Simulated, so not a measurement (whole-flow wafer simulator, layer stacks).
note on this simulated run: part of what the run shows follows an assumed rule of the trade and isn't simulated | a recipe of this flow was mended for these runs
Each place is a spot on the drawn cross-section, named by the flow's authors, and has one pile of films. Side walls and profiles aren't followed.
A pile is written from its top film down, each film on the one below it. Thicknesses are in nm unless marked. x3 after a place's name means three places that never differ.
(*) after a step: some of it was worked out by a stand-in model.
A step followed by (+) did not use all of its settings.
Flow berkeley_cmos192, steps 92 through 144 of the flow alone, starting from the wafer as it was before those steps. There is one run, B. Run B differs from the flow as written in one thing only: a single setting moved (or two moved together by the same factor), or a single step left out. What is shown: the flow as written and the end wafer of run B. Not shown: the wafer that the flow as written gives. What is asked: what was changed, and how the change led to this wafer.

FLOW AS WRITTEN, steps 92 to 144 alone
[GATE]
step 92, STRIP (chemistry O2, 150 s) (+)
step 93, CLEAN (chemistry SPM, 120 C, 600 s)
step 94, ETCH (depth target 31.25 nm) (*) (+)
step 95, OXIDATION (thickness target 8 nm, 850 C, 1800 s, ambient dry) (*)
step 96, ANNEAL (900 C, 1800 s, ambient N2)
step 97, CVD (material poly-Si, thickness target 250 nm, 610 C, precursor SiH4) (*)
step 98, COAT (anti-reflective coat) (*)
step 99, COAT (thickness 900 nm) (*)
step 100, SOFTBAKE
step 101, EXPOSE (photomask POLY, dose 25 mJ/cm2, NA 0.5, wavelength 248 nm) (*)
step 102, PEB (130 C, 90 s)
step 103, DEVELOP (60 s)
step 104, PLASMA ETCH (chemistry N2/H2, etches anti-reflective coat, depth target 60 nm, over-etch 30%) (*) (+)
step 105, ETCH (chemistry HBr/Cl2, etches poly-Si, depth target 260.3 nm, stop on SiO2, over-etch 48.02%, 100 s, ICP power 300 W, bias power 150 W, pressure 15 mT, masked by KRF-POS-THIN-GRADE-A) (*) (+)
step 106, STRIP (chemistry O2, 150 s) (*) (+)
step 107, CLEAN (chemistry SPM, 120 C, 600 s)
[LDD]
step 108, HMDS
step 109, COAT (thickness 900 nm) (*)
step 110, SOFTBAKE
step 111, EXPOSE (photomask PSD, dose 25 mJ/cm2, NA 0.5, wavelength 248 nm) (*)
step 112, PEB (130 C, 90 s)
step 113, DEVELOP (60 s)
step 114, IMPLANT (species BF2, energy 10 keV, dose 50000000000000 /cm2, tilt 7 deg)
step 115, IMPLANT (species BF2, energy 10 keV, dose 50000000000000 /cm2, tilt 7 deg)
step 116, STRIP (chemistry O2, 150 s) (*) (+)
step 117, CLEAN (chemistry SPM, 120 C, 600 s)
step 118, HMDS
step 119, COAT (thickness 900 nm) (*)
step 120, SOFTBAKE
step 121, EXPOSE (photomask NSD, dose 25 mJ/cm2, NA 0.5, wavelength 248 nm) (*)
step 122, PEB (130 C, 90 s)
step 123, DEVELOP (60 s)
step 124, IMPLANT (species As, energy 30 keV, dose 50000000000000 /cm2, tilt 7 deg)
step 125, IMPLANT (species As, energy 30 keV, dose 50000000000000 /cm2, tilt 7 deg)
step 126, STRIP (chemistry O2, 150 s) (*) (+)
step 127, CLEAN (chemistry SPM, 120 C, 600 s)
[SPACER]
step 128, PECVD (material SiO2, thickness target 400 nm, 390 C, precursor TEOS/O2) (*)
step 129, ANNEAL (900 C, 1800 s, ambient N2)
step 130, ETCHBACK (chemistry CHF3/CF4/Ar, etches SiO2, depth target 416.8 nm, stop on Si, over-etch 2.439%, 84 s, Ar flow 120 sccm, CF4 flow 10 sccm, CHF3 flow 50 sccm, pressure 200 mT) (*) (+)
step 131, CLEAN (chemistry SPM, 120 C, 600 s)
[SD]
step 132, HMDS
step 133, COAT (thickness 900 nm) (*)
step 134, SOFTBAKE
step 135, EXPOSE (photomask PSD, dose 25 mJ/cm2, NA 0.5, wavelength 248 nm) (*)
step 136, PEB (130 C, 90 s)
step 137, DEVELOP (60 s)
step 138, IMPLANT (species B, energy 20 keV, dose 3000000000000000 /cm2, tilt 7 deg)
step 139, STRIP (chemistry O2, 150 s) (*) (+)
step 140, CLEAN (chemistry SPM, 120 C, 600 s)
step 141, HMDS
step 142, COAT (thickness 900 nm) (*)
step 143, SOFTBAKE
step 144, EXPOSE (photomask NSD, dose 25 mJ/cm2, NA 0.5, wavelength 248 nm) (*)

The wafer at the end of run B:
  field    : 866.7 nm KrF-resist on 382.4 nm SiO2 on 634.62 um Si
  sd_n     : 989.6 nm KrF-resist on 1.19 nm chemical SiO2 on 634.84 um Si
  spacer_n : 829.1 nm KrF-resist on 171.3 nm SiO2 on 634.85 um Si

What caused this: step 97, CVD: thickness target 190 nm was run, though the flow has thickness target 250 nm.

The path from the change to this, step by step:
  step 97, CVD (material poly-Si, thickness target 250 nm, 610 C, precursor SiH4) (*)
      field, sd_n, spacer_n and 6 more: +190 poly-Si (new film) (in the flow as written it would be: +250 poly-Si (new film))
  step 98, COAT (anti-reflective coat) (*)
      field: +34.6 anti-reflective coat (new film) (in the flow as written it would be: +35.6 anti-reflective coat (new film))
      contact: +54 anti-reflective coat (new film) (in the flow as written it would be: +55.4 anti-reflective coat (new film))
  step 104, PLASMA ETCH (chemistry N2/H2, etches anti-reflective coat, depth target 60 nm, over-etch 30%) (*) (+)
      field: -34.6 anti-reflective coat (all of it), -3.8 poly-Si (in the flow as written it would be: -35.6 anti-reflective coat (all of it), -3.86 poly-Si)
      contact: -54 anti-reflective coat (all of it), -3.3 poly-Si (in the flow as written it would be: -55.4 anti-reflective coat (all of it), -3.35 poly-Si)
  step 105, ETCH (chemistry HBr/Cl2, etches poly-Si, depth target 260.3 nm, stop on SiO2, over-etch 48.02%, 100 s, ICP power 300 W, bias power 150 W, pressure 15 mT, masked by KRF-POS-THIN-GRADE-A) (*) (+)
      field: -186.2 poly-Si (all of it), -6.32 SiO2 (in the flow as written it would be: -246.1 poly-Si (all of it), -1.71 SiO2)
      sd_n: -188.9 poly-Si (all of it), -6.12 SiO2 (in the flow as written it would be: -248.9 poly-Si (all of it), -1.5 SiO2)
      (also at 5 further places)
  step 109, COAT (thickness 900 nm) (*)
      gate: +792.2 KrF-resist (new film) (in the flow as written it would be: +743.5 KrF-resist (new film))
      gate_p: +788.5 KrF-resist (new film) (in the flow as written it would be: +739.8 KrF-resist (new film))
  step 113, DEVELOP (60 s)
      gate_p: -786.8 KrF-resist (all of it) (in the flow as written it would be: -738.2 KrF-resist (all of it))
  step 116, STRIP (chemistry O2, 150 s) (*) (+)
      gate: -775.5 KrF-resist (all of it), +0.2 chemical SiO2, -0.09 poly-Si (in the flow as written it would be: -727 KrF-resist (all of it), +0.2 chemical SiO2, -0.09 poly-Si)
  step 119, COAT (thickness 900 nm) (*)
      gate: +791.5 KrF-resist (new film) (in the flow as written it would be: +743.4 KrF-resist (new film))
      gate_p: +787.8 KrF-resist (new film) (in the flow as written it would be: +739.7 KrF-resist (new film))
  step 123, DEVELOP (60 s)
      gate: -789.8 KrF-resist (all of it) (in the flow as written it would be: -741.9 KrF-resist (all of it))
  step 126, STRIP (chemistry O2, 150 s) (*) (+)
      gate_p: -771.1 KrF-resist (all of it), +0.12 chemical SiO2, -0.05 poly-Si (in the flow as written it would be: -723.2 KrF-resist (all of it), +0.12 chemical SiO2, -0.05 poly-Si)
  step 130, ETCHBACK (chemistry CHF3/CF4/Ar, etches SiO2, depth target 416.8 nm, stop on Si, over-etch 2.439%, 84 s, Ar flow 120 sccm, CF4 flow 10 sccm, CHF3 flow 50 sccm, pressure 200 mT) (*) (+)
      spacer_n: -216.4 SiO2 (in the flow as written it would be: -161 SiO2)
      spacer_p: -216.3 SiO2 (in the flow as written it would be: -161 SiO2)
  step 133, COAT (thickness 900 nm) (*)
      spacer_n: +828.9 KrF-resist (new film) (in the flow as written it would be: +785.3 KrF-resist (new film))
      gate: +807.4 KrF-resist (new film) (in the flow as written it would be: +764.7 KrF-resist (new film))
      (also at 2 further places)
  step 137, DEVELOP (60 s)
      spacer_p: -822 KrF-resist (all of it) (in the flow as written it would be: -778.4 KrF-resist (all of it))
      gate_p: -800.3 KrF-resist (all of it) (in the flow as written it would be: -757.7 KrF-resist (all of it))
  step 139, STRIP (chemistry O2, 150 s) (*) (+)
      spacer_n: -812.2 KrF-resist (all of it) (in the flow as written it would be: -768.7 KrF-resist (all of it))
      gate: -790.8 KrF-resist (all of it), +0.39 chemical SiO2, -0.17 poly-Si (in the flow as written it would be: -748.1 KrF-resist (all of it), +0.39 chemical SiO2, -0.17 poly-Si)
  step 142, COAT (thickness 900 nm) (*)
      spacer_n: +829.1 KrF-resist (new film) (in the flow as written it would be: +785.4 KrF-resist (new film))
      gate: +807.5 KrF-resist (new film) (in the flow as written it would be: +764.6 KrF-resist (new film))
      (also at 2 further places)
